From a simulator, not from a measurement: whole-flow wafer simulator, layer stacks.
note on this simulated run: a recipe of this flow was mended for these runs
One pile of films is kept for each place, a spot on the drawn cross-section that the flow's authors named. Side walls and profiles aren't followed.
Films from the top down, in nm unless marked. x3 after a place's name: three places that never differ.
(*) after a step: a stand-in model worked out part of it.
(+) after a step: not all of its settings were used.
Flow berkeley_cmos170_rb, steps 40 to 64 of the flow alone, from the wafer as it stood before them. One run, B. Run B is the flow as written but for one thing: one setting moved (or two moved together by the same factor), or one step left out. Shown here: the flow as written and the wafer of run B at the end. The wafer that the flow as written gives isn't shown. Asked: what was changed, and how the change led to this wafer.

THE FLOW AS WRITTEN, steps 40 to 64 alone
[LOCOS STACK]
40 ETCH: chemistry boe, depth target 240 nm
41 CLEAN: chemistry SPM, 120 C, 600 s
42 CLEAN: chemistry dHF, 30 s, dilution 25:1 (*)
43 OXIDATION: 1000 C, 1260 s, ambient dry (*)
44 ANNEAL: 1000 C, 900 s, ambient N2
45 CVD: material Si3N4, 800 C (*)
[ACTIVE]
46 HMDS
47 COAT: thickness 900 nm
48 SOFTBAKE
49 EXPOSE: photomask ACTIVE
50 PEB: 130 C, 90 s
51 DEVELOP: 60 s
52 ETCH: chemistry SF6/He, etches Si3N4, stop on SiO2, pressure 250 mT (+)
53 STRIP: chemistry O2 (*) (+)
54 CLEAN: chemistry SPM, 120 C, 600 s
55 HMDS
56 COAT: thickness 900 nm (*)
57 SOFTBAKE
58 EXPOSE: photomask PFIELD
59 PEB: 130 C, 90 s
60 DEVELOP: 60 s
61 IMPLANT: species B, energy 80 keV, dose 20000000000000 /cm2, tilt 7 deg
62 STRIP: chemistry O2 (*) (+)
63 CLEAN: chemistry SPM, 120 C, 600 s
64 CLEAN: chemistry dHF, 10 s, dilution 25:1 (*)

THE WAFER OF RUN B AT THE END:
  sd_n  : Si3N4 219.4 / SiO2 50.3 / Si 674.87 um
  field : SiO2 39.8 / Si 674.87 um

The cause: step 40, ETCH: depth target 160 nm was run, where the flow has depth target 240 nm.

How the change led to this, step by step:
  40 ETCH: chemistry boe, depth target 240 nm
      field, sd_n, spacer_n and 6 more: SiO2 -160 (as written it would be: SiO2 -197.6 (all of it))
  41 CLEAN: chemistry SPM, 120 C, 600 s
      field, sd_n, spacer_n and 6 more: nothing (as written it would be: chemical SiO2 +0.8 (new film), Si -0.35)
  42 CLEAN: chemistry dHF, 30 s, dilution 25:1 (*)
      field, sd_n, spacer_n and 6 more: SiO2 -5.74 (as written it would be: chemical SiO2 -0.8 (all of it))
  43 OXIDATION: 1000 C, 1260 s, ambient dry (*)
      field, sd_n, spacer_n and 6 more: SiO2 +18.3, Si -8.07 (as written it would be: SiO2 +26.6 (new film), Si -11.7)
